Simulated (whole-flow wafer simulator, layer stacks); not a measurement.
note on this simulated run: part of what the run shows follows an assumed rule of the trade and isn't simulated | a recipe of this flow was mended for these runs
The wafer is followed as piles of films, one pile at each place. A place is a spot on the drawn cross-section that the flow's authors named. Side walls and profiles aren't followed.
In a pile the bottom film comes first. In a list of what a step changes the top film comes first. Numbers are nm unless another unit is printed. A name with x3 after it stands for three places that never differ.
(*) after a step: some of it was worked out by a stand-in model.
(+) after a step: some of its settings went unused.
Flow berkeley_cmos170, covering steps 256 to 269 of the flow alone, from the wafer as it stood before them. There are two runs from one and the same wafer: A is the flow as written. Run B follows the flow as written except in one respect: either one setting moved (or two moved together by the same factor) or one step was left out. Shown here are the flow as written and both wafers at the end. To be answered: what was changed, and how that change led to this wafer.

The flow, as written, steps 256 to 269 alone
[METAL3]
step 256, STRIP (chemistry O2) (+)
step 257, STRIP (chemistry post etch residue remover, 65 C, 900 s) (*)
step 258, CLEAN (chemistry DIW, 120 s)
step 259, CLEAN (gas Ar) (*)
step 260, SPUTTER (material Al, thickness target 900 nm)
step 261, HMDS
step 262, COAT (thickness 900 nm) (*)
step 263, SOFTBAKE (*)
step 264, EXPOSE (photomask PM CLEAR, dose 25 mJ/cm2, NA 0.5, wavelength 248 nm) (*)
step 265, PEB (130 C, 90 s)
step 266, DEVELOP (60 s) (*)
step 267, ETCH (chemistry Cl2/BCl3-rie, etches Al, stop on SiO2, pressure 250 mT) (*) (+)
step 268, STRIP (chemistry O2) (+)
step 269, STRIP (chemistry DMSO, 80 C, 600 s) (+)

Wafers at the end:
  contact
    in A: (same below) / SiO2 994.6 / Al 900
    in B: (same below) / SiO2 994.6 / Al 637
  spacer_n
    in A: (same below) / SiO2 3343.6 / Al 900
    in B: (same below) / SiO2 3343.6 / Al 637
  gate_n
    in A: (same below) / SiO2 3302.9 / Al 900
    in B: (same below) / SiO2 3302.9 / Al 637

What caused this: step 260, SPUTTER: thickness target 637 nm was run, though the flow has thickness target 900 nm.
One can read it off the wafer: contact has Al 637, and step 260 as written asks for 900 nm.

Step by step, how the change led to this:
  step 260, SPUTTER (material Al, thickness target 900 nm)
      field, mark, sd_n and 9 more: A Al gains 900 (new film) | B Al gains 637 (new film)
      via2: A Al gains 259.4 | B Al gains 209.1
  step 262, COAT (thickness 900 nm) (*)
      via2: A KrF-resist gains 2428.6 (new film) | B KrF-resist gains 2224.2 (new film)
  step 265, PEB (130 C, 90 s)
      via2: A KrF-resist loses 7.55 | B KrF-resist loses 6.23
  step 267, ETCH (chemistry Cl2/BCl3-rie, etches Al, stop on SiO2, pressure 250 mT) (*) (+)
      field, sd_n, spacer_n and 9 more: A KrF-resist loses 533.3 | B KrF-resist loses 401.8
      mark: A Al loses 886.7 (all of it), SiO2 loses 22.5 | B Al loses 623.7 (all of it), SiO2 loses 22.5
  step 268, STRIP (chemistry O2) (+)
      field, spacer_n, gate_n: A KrF-resist loses 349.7 (all of it) | B KrF-resist loses 481.2 (all of it)
      spacer_p, gate_p: A KrF-resist loses 349.6 (all of it) | B KrF-resist loses 481.1 (all of it)
      (and at 7 other places as well)
